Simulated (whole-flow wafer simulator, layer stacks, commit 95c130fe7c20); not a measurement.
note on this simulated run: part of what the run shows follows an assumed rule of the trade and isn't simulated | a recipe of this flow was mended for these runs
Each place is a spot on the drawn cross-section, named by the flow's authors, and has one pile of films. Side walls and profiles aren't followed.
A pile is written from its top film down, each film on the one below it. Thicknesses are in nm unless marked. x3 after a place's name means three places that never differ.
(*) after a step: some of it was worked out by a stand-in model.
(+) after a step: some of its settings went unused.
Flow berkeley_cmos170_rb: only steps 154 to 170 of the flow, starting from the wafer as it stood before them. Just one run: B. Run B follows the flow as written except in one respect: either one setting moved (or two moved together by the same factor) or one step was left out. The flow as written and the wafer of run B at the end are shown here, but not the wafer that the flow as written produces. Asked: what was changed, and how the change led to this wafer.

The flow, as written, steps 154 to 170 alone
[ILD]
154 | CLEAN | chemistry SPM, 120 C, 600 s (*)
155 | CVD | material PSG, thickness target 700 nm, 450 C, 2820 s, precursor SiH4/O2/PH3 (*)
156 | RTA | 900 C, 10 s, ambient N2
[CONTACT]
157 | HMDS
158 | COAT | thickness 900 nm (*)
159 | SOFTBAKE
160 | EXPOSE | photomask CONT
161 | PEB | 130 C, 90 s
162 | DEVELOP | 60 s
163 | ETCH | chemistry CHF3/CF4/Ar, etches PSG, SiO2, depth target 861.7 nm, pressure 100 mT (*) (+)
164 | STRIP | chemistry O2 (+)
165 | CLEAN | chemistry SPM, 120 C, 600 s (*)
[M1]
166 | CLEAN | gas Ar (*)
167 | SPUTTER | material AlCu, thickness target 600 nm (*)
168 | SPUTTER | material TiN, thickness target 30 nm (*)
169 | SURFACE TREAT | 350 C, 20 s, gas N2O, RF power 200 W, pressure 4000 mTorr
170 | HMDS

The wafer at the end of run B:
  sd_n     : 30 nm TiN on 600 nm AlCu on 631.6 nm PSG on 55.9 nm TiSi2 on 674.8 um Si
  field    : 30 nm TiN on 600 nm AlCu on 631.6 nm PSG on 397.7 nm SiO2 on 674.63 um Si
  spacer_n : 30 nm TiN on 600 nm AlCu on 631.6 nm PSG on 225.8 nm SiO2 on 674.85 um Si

What caused this: step 155, CVD: thickness target 637 nm was run, whereas the flow has thickness target 700 nm; step 155, CVD: 2566 s was run, where the flow has 2820 s.

Step by step, how the change led to this:
  155 | CVD | material PSG, thickness target 700 nm, 450 C, 2820 s, precursor SiH4/O2/PH3 (*)
      field, sd_n, spacer_n, gate, spacer_p, gate_p, contact, m1: PSG gains 637 (new film) (as written it would have been: PSG gains 700 (new film))
      sd_p: PSG gains 605.3 (new film) (as written it would have been: PSG gains 664.1 (new film))
  163 | ETCH | chemistry CHF3/CF4/Ar, etches PSG, SiO2, depth target 861.7 nm, pressure 100 mT (*) (+)
      contact: PSG loses 637 (all of it), TiSi2 loses 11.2 (as written it would have been: PSG loses 700 (all of it), TiSi2 loses 8.08)
  167 | SPUTTER | material AlCu, thickness target 600 nm (*)
      contact: AlCu gains 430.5 (new film) (as written it would have been: AlCu gains 415.5 (new film))
  168 | SPUTTER | material TiN, thickness target 30 nm (*)
      contact: TiN gains 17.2 (new film) (as written it would have been: TiN gains 16.3 (new film))
